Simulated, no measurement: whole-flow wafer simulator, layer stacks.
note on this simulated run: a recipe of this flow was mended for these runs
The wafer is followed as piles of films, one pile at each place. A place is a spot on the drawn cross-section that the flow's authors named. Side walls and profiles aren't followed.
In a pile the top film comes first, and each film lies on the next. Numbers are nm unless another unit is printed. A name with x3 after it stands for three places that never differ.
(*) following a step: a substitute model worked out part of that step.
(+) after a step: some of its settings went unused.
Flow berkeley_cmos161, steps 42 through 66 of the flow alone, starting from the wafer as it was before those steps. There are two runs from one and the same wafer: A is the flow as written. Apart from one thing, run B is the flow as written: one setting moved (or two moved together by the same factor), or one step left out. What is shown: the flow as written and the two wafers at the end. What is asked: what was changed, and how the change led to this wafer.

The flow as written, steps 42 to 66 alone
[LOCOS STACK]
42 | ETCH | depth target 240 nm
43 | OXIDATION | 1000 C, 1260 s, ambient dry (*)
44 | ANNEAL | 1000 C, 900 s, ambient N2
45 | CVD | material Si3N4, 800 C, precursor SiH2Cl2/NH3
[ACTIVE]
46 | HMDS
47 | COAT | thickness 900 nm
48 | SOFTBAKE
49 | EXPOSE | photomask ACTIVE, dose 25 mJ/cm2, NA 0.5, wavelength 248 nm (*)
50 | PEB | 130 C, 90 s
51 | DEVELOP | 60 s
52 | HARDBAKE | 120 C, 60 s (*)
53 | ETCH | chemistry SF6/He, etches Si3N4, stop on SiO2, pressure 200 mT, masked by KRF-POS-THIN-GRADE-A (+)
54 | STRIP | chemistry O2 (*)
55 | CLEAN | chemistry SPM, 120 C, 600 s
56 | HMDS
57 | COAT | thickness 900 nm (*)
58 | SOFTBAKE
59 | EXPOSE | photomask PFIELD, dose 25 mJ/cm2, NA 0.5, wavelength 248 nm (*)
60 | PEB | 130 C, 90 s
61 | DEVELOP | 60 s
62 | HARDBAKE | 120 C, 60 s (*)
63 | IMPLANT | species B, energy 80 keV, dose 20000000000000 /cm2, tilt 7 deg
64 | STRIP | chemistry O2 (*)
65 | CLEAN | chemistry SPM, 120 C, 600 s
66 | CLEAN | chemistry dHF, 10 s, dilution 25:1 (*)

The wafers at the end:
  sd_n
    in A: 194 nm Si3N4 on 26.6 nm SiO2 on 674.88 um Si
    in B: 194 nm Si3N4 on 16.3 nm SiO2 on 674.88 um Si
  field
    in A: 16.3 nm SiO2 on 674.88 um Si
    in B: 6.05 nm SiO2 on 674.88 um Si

Cause: step 43, OXIDATION: 504 s was run, whereas the flow has 1260 s.

Step by step, how the change led to this:
  43 | OXIDATION | 1000 C, 1260 s, ambient dry (*)
      field, sd_n, spacer_n and 6 more: A SiO2 gains 26.6 (new film), Si loses 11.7 | B SiO2 gains 16.3 (new film), Si loses 7.16
